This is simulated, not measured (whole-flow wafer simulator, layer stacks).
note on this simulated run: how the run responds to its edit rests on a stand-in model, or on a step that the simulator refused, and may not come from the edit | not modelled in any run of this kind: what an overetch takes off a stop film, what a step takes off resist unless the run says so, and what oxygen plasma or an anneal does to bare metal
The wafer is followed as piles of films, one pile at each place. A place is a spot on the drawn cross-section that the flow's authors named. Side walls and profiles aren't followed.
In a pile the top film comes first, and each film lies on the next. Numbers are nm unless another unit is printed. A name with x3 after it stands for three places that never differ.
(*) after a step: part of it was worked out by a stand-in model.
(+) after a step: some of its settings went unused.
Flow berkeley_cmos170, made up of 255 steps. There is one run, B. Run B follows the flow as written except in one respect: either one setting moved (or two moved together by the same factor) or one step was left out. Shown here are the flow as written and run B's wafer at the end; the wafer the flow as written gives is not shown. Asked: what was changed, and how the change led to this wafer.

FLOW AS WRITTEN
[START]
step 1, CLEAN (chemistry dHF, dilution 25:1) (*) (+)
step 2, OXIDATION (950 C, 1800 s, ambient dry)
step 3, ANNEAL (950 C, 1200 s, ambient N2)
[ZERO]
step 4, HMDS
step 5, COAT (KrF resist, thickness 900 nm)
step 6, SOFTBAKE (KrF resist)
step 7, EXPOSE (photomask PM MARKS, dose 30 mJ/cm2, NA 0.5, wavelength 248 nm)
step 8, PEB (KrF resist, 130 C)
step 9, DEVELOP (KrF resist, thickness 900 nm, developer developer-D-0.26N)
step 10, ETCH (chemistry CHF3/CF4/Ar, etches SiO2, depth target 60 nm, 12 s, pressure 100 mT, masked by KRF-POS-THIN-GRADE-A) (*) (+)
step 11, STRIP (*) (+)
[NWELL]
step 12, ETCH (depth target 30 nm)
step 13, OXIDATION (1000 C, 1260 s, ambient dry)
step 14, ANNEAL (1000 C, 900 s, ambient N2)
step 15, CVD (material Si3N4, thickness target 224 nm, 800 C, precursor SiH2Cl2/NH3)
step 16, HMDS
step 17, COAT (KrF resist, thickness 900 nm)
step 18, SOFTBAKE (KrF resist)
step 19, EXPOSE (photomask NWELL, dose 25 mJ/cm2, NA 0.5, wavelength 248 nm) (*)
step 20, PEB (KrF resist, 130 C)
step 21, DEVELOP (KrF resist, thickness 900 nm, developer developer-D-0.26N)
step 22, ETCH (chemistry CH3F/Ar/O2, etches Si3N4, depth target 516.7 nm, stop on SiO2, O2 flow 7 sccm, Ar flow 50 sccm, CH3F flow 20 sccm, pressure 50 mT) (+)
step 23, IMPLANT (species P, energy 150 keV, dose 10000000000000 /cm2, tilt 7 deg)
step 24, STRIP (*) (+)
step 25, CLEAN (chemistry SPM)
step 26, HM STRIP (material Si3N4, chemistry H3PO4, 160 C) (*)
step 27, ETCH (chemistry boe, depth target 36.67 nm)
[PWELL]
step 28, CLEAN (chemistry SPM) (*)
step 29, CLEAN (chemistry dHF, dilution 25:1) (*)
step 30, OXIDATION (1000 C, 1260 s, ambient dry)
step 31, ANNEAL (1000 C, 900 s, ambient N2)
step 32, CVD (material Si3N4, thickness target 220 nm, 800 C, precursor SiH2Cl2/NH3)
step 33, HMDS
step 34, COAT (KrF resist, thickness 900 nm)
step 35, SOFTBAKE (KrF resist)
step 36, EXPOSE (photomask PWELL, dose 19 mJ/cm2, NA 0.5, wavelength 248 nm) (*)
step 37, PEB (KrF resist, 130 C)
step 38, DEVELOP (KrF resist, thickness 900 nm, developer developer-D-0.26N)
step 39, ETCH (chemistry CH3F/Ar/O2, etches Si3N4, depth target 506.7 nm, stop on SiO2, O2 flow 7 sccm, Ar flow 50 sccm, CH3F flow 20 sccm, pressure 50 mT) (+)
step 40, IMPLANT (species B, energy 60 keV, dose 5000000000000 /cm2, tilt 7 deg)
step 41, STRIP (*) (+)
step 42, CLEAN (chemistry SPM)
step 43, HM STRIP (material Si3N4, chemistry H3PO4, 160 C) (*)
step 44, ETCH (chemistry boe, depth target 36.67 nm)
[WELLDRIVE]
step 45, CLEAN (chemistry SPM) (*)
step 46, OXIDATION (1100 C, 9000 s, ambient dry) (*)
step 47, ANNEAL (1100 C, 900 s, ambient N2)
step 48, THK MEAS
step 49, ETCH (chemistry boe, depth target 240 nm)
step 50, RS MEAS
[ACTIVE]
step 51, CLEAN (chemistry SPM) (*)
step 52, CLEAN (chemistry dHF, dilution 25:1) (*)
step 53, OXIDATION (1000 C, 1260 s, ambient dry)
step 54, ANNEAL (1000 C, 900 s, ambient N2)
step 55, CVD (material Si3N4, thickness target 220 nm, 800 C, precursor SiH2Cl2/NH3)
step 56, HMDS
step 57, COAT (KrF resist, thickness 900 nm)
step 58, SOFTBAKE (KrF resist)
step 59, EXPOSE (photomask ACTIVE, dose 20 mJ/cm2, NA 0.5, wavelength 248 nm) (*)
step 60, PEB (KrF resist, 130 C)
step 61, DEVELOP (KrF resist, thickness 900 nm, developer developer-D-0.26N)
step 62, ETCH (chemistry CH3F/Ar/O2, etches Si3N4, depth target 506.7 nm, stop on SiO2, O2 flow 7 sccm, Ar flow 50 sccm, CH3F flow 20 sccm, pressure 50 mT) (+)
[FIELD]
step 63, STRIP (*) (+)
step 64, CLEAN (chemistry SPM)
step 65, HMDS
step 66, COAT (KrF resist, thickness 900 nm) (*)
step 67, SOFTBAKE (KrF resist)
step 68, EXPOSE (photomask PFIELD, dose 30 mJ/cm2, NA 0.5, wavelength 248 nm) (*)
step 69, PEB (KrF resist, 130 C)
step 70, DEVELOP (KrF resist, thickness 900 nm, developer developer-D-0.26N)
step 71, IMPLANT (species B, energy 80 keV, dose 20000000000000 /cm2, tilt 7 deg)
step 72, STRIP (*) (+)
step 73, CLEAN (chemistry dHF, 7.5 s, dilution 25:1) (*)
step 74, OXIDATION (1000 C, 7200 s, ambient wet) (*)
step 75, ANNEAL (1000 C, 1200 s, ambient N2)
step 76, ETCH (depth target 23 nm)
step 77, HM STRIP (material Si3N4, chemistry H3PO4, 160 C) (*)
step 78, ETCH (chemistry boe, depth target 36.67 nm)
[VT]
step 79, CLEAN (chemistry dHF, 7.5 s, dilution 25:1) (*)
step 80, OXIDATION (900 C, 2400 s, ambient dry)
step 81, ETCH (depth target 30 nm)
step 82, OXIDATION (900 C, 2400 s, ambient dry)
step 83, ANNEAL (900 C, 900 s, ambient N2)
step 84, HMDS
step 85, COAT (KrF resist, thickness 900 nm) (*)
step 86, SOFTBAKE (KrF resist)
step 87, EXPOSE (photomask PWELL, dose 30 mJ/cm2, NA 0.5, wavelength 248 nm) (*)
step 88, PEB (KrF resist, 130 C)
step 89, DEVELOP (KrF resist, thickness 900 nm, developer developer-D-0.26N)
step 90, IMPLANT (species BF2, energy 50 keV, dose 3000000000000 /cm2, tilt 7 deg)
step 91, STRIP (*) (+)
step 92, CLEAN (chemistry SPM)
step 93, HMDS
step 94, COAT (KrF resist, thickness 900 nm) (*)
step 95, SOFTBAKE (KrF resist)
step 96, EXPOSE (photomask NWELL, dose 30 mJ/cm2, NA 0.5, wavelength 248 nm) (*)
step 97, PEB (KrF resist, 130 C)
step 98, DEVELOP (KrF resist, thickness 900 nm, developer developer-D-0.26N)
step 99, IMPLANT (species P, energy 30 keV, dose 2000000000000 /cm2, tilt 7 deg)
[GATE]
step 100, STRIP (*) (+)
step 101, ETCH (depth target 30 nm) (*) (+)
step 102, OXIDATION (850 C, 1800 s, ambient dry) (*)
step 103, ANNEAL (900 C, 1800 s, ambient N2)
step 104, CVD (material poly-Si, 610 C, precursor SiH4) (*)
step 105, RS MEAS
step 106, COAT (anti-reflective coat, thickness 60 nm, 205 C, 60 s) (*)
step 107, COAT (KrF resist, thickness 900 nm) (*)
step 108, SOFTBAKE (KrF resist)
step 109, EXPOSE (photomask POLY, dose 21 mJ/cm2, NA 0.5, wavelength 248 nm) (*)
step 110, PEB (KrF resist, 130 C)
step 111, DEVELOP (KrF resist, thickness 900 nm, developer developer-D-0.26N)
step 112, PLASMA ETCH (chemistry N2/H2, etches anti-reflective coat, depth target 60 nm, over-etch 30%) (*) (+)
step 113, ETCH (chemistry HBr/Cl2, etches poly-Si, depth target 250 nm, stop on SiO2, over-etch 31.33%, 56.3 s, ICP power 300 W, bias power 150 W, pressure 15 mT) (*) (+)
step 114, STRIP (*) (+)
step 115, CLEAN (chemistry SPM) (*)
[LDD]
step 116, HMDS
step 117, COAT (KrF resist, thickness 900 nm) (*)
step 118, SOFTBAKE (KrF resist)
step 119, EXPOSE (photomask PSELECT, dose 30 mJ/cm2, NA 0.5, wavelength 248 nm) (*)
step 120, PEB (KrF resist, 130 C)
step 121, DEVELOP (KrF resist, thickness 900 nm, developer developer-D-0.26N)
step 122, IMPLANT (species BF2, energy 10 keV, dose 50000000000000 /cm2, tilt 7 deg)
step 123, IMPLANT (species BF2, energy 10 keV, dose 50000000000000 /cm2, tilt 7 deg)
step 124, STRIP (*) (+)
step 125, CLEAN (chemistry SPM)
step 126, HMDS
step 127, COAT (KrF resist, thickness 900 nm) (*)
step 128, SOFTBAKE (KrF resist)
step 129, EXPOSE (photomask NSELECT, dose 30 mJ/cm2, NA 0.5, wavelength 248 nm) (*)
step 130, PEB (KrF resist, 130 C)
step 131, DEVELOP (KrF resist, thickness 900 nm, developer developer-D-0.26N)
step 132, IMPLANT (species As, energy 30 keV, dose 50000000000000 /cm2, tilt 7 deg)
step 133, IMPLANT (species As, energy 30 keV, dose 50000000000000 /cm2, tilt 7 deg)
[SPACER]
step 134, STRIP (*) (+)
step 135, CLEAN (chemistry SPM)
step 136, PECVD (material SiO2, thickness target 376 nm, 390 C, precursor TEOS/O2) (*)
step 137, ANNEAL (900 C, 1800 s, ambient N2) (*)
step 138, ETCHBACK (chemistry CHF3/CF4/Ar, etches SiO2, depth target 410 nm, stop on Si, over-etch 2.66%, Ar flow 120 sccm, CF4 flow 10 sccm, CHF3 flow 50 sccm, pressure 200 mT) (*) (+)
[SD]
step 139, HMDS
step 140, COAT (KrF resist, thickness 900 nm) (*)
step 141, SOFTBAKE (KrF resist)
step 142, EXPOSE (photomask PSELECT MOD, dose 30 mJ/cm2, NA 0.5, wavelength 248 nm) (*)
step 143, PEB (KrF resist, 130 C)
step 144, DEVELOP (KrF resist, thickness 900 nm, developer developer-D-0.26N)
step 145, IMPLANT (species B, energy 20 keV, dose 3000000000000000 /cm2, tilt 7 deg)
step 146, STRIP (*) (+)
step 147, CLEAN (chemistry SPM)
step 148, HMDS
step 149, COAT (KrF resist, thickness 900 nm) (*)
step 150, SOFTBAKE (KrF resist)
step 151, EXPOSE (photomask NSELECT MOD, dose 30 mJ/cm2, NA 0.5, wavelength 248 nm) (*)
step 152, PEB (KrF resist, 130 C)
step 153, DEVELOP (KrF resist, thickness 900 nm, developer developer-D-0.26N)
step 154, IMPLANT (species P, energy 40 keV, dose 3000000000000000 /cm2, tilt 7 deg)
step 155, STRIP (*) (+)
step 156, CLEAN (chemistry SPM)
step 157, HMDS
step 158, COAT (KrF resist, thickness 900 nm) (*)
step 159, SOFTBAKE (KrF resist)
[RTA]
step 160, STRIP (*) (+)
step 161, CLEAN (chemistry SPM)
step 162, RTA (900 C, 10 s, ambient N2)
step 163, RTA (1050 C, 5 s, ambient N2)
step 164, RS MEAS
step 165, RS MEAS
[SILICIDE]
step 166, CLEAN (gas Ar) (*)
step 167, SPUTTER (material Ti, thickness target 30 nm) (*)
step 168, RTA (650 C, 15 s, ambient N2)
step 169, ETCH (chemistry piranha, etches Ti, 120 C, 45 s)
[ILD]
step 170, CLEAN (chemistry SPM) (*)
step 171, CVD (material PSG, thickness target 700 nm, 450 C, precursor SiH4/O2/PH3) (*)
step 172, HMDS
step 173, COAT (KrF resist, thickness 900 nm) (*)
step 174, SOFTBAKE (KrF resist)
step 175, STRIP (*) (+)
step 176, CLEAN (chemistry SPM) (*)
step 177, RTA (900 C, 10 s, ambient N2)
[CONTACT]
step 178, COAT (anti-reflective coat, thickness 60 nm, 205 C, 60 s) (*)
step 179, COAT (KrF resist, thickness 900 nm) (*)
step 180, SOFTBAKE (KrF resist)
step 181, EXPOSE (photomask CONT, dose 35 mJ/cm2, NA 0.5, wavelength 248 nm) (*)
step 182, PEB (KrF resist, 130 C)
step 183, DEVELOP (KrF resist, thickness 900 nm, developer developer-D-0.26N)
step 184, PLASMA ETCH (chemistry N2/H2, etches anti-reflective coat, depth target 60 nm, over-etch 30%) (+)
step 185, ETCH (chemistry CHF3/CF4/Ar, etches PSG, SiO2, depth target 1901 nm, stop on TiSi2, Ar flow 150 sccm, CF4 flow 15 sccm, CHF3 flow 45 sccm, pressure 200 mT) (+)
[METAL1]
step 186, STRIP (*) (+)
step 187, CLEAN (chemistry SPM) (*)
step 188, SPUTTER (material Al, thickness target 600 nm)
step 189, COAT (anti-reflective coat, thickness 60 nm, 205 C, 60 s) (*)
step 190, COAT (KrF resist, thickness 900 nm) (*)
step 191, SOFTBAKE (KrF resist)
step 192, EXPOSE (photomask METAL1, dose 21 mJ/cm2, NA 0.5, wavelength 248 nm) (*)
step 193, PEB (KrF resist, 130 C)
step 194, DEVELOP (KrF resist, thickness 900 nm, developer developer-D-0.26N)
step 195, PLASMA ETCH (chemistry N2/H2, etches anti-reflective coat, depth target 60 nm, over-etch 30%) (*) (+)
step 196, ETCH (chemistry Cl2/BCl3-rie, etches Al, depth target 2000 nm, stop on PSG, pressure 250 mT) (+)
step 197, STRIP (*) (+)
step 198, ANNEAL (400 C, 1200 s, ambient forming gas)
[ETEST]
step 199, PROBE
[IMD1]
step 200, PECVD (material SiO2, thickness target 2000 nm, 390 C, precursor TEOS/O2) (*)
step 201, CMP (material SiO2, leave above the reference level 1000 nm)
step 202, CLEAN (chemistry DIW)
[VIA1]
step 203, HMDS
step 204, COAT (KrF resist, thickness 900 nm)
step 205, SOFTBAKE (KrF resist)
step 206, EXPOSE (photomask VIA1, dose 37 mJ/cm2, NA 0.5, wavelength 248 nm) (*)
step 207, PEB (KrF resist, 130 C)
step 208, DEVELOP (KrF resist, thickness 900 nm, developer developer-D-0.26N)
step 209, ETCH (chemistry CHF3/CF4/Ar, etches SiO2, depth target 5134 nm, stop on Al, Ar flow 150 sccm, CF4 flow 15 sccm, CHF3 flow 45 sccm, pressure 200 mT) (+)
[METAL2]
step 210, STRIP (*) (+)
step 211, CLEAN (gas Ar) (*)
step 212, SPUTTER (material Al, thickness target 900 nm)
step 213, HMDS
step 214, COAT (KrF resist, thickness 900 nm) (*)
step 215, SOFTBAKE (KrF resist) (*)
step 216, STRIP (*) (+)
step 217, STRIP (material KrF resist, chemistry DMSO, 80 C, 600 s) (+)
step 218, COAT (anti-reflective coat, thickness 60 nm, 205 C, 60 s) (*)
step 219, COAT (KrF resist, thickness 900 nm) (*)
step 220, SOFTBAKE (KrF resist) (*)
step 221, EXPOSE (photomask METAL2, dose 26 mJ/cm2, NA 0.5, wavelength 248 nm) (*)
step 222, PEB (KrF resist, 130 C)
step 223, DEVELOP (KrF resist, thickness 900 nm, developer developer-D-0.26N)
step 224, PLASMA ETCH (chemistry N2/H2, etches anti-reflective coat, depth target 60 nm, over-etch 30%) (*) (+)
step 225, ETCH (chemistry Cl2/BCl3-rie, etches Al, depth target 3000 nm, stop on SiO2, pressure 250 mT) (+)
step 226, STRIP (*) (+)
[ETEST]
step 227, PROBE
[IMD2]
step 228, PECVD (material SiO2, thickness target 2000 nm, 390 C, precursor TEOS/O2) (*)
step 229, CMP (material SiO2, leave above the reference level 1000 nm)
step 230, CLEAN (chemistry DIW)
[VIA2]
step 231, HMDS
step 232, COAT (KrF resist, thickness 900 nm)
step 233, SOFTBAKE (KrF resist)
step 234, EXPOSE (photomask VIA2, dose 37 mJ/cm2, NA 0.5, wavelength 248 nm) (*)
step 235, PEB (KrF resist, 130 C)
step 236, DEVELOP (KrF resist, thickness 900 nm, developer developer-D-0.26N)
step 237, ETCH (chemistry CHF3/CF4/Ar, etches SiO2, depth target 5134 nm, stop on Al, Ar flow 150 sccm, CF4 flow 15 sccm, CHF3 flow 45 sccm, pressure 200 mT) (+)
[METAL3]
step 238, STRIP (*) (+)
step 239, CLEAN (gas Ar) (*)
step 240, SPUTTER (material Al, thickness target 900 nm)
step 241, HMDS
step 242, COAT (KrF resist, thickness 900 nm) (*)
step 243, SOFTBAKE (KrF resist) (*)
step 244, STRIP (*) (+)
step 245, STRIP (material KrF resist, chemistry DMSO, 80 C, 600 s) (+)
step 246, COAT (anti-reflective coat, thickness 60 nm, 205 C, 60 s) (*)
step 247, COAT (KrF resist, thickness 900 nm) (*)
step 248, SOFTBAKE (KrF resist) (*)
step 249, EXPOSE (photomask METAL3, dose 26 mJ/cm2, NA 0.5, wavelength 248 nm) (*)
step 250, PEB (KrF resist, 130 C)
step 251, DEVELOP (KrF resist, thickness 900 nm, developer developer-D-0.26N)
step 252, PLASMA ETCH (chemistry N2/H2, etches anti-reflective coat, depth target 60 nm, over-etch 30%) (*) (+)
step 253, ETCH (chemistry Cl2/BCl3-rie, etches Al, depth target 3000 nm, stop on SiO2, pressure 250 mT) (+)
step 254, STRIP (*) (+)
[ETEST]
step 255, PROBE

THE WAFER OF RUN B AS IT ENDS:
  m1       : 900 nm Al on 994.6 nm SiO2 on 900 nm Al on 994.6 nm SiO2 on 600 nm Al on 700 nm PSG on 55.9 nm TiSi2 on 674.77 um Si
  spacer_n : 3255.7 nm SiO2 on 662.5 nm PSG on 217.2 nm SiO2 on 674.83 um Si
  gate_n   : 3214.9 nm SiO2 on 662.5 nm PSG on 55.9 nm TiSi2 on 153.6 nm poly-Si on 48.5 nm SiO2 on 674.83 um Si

Cause: step 82, OXIDATION: 1080 C was run, though the flow has 900 C.

Step by step, how the change led to this:
  step 82, OXIDATION (900 C, 2400 s, ambient dry)
      sd_n, spacer_n, gate_n and 8 more: SiO2 gains 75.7 (new film), Si loses 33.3 (as written it would have been: SiO2 gains 14.9 (new film), Si loses 6.57)
      field: SiO2 gains 13.3, Si loses 5.87 (as written it would have been: SiO2 gains 1.66, Si loses 0.73)
  step 101, ETCH (depth target 30 nm) (*) (+)
      sd_n, spacer_n, gate_n and 8 more: SiO2 loses 30 (as written it would have been: SiO2 loses 14.9 (all of it))
  step 102, OXIDATION (850 C, 1800 s, ambient dry) (*)
      sd_n, spacer_n, gate_n and 8 more: SiO2 gains 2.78, Si loses 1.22 (as written it would have been: SiO2 gains 7.48 (new film), Si loses 3.29)
  step 106, COAT (anti-reflective coat, thickness 60 nm, 205 C, 60 s) (*)
      sd_n: anti-reflective coat gains 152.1 (new film) (as written it would have been: anti-reflective coat gains 158.6 (new film))
      spacer_n: anti-reflective coat gains 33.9 (new film) (as written it would have been: anti-reflective coat gains 31.5 (new film))
      (also at 4 further places)
  step 112, PLASMA ETCH (chemistry N2/H2, etches anti-reflective coat, depth target 60 nm, over-etch 30%) (*) (+)
      sd_n: anti-reflective coat loses 152.1 (all of it), poly-Si loses 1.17 (as written it would have been: anti-reflective coat loses 158.6 (all of it), poly-Si loses 1.22)
      spacer_n: anti-reflective coat loses 33.9 (all of it), poly-Si loses 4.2 (as written it would have been: anti-reflective coat loses 31.5 (all of it), poly-Si loses 4.48)
      (also at 2 further places)
  step 114, STRIP (*) (+)
      gate_n: chemical SiO2 gains 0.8 (new film), KrF resist loses 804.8 (all of it), anti-reflective coat loses 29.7 (all of it), poly-Si loses 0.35 (as written it would have been: chemical SiO2 gains 0.8 (new film), KrF resist loses 812.6 (all of it), anti-reflective coat loses 27.3 (all of it), poly-Si loses 0.35)
      gate_p: chemical SiO2 gains 0.8 (new film), KrF resist loses 777.1 (all of it), anti-reflective coat loses 31.3 (all of it), poly-Si loses 0.35 (as written it would have been: chemical SiO2 gains 0.8 (new film), KrF resist loses 782.1 (all of it), anti-reflective coat loses 29.6 (all of it), poly-Si loses 0.35)
  step 138, ETCHBACK (chemistry CHF3/CF4/Ar, etches SiO2, depth target 410 nm, stop on Si, over-etch 2.66%, Ar flow 120 sccm, CF4 flow 10 sccm, CHF3 flow 50 sccm, pressure 200 mT) (*) (+)
      sd_n, sd_p, contact, m1, via1, m2, via2: SiO2 loses 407 (all of it) (as written it would have been: SiO2 loses 366 (all of it))
  step 140, COAT (KrF resist, thickness 900 nm) (*)
      spacer_n: KrF resist gains 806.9 (new film) (as written it would have been: KrF resist gains 825.5 (new film))
      gate_n: KrF resist gains 774.8 (new film) (as written it would have been: KrF resist gains 792.8 (new film))
      (also at 2 further places)
  step 144, DEVELOP (KrF resist, thickness 900 nm, developer developer-D-0.26N)
      spacer_p: KrF resist loses 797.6 (all of it) (as written it would have been: KrF resist loses 817.6 (all of it))
      gate_p: KrF resist loses 765.5 (all of it) (as written it would have been: KrF resist loses 784.8 (all of it))
  step 146, STRIP (*) (+)
      spacer_n: KrF resist loses 791.4 (all of it) (as written it would have been: KrF resist loses 810 (all of it))
      gate_n: chemical SiO2 gains 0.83 (new film), KrF resist loses 759.4 (all of it), poly-Si loses 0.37 (as written it would have been: chemical SiO2 gains 0.83 (new film), KrF resist loses 777.3 (all of it), poly-Si loses 0.36)
  step 149, COAT (KrF resist, thickness 900 nm) (*)
      spacer_n: KrF resist gains 806.4 (new film) (as written it would have been: KrF resist gains 825.9 (new film))
      gate_n: KrF resist gains 773.8 (new film) (as written it would have been: KrF resist gains 792.7 (new film))
      (also at 2 further places)
  step 153, DEVELOP (KrF resist, thickness 900 nm, developer developer-D-0.26N)
      spacer_n: KrF resist loses 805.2 (all of it) (as written it would have been: KrF resist loses 824.6 (all of it))
      gate_n: KrF resist loses 772.6 (all of it) (as written it would have been: KrF resist loses 791.5 (all of it))
  step 155, STRIP (*) (+)
      spacer_p: KrF resist loses 783.2 (all of it) (as written it would have been: KrF resist loses 804 (all of it))
      gate_p: KrF resist loses 750.4 (all of it), chemical SiO2 gains 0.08 (as written it would have been: KrF resist loses 770.7 (all of it), chemical SiO2 gains 0.08)
  step 158, COAT (KrF resist, thickness 900 nm) (*)
      spacer_n: KrF resist gains 806.5 (new film) (as written it would have been: KrF resist gains 825.6 (new film))
      gate_n: KrF resist gains 773.7 (new film) (as written it would have been: KrF resist gains 792.3 (new film))
      (also at 2 further places)
  step 160, STRIP (*) (+)
      spacer_n: KrF resist loses 806.5 (all of it) (as written it would have been: KrF resist loses 825.6 (all of it))
      gate_n: KrF resist loses 773.7 (all of it), chemical SiO2 gains 0.07 (as written it would have been: KrF resist loses 792.3 (all of it), chemical SiO2 gains 0.07)
      (also at 2 further places)
  step 173, COAT (KrF resist, thickness 900 nm) (*)
      sd_n: KrF resist gains 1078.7 (new film) (as written it would have been: KrF resist gains 1038.7 (new film))
      sd_p: KrF resist gains 1026.2 (new film) (as written it would have been: KrF resist gains 1001.7 (new film))
  ... 12 further steps ...
  step 201, CMP (material SiO2, leave above the reference level 1000 nm)
      spacer_n, spacer_p: SiO2 loses 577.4 (as written it would have been: SiO2 loses 536.3)
      gate_n, gate_p: SiO2 loses 618.1 (as written it would have been: SiO2 loses 577.1)
      (also at 2 further places)
